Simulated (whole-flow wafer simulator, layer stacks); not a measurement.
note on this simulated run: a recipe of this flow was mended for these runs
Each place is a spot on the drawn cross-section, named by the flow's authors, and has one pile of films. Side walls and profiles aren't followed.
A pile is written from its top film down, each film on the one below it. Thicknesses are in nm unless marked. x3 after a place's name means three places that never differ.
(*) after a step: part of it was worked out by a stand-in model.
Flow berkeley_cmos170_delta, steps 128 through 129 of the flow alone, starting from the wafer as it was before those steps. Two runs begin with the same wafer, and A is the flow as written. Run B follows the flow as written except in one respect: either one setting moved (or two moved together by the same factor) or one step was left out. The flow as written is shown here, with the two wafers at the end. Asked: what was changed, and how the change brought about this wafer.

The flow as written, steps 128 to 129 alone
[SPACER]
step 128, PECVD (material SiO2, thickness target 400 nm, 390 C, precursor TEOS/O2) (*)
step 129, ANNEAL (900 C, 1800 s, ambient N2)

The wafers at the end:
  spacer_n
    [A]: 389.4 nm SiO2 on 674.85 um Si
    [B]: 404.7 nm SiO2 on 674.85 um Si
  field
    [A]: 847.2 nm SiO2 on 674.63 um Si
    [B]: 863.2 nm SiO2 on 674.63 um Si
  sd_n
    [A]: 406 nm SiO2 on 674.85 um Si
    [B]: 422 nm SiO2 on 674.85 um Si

The reason: step 128, PECVD: thickness target 416 nm was run, whereas the flow has thickness target 400 nm.

Step by step, how the change led to this:
  step 128, PECVD (material SiO2, thickness target 400 nm, 390 C, precursor TEOS/O2) (*)
      field, sd_n, contact, m1: A SiO2 gains 400 | B SiO2 gains 416
      spacer_n, sd_p, spacer_p: A SiO2 gains 383.7 | B SiO2 gains 399
      (also at 2 further places)
